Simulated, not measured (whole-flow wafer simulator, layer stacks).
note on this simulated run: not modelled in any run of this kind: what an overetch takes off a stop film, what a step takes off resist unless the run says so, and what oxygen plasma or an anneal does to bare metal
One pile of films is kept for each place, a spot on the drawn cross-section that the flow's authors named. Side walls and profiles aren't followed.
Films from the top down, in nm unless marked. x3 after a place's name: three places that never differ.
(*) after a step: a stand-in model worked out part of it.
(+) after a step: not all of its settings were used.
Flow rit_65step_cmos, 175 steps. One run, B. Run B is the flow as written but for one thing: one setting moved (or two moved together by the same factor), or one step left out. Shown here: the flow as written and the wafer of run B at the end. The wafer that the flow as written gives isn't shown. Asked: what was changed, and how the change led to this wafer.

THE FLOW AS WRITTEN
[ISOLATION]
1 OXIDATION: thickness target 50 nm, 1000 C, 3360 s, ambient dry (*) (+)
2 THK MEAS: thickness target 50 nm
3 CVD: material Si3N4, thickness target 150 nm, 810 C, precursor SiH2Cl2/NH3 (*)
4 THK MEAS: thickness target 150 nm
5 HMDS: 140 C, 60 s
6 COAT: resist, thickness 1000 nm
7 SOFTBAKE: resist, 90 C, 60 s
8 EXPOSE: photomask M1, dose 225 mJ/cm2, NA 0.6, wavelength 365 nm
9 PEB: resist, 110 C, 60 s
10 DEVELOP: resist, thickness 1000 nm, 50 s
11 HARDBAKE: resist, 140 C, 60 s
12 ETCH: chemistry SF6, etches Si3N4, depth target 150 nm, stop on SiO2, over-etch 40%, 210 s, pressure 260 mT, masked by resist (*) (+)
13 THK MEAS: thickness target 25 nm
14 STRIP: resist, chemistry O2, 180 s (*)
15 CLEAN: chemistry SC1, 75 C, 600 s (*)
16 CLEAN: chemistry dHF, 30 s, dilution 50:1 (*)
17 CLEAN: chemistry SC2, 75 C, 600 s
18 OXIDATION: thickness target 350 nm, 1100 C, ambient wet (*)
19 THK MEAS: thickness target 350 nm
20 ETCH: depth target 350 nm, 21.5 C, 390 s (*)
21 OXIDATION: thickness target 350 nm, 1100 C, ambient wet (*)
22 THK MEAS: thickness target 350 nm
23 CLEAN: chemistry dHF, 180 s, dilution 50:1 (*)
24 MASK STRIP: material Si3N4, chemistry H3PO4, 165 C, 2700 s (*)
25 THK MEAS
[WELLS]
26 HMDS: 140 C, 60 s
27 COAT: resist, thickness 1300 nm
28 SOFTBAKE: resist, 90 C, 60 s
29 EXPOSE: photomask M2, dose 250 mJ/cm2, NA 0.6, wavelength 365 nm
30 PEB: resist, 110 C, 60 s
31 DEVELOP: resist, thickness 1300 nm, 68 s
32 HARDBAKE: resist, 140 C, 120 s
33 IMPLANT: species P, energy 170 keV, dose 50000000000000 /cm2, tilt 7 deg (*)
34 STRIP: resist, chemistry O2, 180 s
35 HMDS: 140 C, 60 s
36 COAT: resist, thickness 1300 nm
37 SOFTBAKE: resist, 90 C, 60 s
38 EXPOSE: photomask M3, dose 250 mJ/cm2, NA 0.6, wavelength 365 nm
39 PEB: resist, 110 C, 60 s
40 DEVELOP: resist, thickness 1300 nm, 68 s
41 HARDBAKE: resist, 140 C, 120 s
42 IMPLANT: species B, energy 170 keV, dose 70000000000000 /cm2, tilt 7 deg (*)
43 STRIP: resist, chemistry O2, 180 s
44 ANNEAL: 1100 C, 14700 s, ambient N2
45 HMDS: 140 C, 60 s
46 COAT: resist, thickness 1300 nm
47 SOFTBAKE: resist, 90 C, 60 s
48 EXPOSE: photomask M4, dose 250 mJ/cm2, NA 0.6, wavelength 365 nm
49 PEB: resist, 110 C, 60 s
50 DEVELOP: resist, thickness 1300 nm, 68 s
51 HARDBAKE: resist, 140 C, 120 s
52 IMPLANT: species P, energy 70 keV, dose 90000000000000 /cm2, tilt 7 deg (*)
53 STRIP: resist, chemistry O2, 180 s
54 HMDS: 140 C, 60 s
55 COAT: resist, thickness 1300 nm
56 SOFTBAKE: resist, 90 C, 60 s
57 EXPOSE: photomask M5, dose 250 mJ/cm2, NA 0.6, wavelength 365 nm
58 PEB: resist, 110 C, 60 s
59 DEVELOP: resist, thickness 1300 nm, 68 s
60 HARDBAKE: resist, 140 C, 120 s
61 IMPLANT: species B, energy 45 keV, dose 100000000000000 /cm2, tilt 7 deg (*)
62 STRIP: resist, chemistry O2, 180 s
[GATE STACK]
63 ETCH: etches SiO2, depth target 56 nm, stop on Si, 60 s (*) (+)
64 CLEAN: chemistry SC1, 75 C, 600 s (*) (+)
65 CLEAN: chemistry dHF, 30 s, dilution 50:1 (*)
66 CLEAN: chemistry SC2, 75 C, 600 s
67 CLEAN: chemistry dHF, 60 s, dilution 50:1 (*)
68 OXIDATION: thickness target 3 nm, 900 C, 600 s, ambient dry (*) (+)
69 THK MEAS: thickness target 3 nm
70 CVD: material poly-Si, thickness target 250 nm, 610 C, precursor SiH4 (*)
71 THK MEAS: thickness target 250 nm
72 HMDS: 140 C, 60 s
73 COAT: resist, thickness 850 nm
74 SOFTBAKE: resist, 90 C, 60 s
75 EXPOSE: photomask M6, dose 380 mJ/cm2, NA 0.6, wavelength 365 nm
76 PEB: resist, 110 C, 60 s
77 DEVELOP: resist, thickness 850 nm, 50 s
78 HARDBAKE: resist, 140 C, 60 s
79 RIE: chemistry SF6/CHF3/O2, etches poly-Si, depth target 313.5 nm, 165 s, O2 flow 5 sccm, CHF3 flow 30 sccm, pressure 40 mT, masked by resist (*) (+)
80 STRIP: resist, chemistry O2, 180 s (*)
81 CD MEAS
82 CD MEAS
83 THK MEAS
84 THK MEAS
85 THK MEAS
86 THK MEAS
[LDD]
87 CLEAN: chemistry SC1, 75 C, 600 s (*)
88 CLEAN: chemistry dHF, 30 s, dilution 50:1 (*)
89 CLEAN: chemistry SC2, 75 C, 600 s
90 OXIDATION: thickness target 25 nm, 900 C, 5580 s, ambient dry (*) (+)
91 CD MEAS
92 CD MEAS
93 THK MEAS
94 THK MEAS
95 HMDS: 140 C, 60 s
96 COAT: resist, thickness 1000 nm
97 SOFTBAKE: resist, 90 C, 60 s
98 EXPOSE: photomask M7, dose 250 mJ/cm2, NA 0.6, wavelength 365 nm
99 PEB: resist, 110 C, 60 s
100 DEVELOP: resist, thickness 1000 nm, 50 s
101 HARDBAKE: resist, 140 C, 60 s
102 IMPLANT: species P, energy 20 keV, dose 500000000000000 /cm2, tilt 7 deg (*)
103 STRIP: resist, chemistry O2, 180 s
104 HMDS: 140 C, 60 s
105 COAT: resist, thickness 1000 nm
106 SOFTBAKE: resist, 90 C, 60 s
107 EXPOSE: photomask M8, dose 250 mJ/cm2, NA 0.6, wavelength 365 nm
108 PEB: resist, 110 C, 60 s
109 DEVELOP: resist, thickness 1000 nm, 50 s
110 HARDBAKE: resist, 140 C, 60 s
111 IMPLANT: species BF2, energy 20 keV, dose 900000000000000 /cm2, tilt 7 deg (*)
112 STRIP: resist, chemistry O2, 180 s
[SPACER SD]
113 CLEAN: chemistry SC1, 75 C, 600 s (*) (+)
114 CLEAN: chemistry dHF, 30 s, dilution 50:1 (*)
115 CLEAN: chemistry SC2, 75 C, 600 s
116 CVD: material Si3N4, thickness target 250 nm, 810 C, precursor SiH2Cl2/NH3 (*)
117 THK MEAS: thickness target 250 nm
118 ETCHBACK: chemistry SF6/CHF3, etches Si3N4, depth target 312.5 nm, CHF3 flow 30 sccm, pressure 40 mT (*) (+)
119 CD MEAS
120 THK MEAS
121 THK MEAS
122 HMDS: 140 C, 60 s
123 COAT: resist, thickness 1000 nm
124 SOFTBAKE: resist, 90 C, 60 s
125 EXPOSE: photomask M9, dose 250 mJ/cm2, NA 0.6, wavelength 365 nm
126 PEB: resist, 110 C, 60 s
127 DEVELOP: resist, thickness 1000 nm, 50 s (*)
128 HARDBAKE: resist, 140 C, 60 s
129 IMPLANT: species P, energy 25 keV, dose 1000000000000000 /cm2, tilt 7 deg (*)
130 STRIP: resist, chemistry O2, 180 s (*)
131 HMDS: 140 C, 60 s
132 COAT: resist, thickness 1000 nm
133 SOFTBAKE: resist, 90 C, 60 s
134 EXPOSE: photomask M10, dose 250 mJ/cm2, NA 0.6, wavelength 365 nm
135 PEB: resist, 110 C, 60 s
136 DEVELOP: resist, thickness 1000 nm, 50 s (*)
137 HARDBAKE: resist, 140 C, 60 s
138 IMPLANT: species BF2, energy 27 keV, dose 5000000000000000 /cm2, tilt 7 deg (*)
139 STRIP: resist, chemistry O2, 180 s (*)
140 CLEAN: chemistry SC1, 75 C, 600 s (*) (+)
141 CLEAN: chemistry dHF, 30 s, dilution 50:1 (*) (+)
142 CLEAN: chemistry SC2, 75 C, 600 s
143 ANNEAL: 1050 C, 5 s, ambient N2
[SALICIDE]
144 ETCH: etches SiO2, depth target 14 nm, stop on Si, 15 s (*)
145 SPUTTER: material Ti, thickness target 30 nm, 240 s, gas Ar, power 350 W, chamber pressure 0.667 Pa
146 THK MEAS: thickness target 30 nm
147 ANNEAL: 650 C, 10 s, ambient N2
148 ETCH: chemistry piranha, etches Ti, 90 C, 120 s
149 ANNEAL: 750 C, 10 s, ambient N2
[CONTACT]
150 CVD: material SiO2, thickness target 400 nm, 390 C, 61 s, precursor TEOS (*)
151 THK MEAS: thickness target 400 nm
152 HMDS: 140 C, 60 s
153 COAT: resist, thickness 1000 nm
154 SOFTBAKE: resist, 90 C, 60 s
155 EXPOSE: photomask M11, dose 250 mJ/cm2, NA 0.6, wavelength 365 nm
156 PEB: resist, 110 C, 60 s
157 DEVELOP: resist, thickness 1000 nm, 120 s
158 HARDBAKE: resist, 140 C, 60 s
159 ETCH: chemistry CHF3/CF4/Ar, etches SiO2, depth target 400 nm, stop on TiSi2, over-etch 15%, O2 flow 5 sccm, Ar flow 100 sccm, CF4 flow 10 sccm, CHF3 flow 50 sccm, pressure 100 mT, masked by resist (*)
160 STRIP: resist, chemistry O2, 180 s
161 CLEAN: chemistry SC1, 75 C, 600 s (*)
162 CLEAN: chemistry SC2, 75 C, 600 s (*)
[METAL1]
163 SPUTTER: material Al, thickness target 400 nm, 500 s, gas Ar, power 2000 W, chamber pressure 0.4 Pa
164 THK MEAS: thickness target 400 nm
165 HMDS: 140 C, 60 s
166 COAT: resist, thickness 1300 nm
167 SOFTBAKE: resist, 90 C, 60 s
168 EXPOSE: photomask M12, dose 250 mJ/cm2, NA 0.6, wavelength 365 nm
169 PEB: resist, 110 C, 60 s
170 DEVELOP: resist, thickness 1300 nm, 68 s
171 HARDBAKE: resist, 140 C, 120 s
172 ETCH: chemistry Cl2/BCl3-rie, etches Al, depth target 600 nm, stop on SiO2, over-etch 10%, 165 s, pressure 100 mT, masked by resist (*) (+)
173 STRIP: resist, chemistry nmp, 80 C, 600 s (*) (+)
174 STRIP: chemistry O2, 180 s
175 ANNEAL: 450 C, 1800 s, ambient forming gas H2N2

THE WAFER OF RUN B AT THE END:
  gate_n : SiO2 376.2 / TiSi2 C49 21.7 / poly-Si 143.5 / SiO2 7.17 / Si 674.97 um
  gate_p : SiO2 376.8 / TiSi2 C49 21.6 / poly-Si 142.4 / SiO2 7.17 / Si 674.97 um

The cause: step 145, SPUTTER: 96 s was run, where the flow has 240 s.

How the change led to this, step by step:
  145 SPUTTER: material Ti, thickness target 30 nm, 240 s, gas Ar, power 350 W, chamber pressure 0.667 Pa
      field, field_pw, field_nw, field_p, spacer, spacer_p: Ti +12 (new film) (as written it would be: Ti +30 (new film))
      gate_n: Ti +11 (new film) (as written it would be: Ti +27.3 (new film))
      (and at 1 more place)
  147 ANNEAL: 650 C, 10 s, ambient N2
      gate_n: Ti -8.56, TiSi2 C49 +21.8 (new film), poly-Si -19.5 (as written it would be: Ti -21.3, TiSi first +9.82 (new film), TiSi2 C49 +39.5 (new film), poly-Si -41.9)
      gate_p: Ti -8.53, TiSi2 C49 +21.7 (new film), poly-Si -19.4 (as written it would be: Ti -21.2, TiSi first +9.56 (new film), TiSi2 C49 +39.6 (new film), poly-Si -41.9)
  148 ETCH: chemistry piranha, etches Ti, 90 C, 120 s
      gate_n: Ti -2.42 (all of it), TiSi2 C49 -0.11 (as written it would be: Ti -6 (all of it), TiSi first -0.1)
      gate_p: Ti -2.41 (all of it), TiSi2 C49 -0.11 (as written it would be: Ti -5.97 (all of it), TiSi first -0.1)
      (and at 6 more places)
  149 ANNEAL: 750 C, 10 s, ambient N2
      gate_n: nothing (as written it would be: TiSi2 +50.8 (new film), TiSi first -9.72 (all of it), TiSi2 C49 -39.5 (all of it), poly-Si -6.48)
      gate_p: nothing (as written it would be: TiSi2 +50.6 (new film), TiSi first -9.46 (all of it), TiSi2 C49 -39.6 (all of it), poly-Si -6.31)
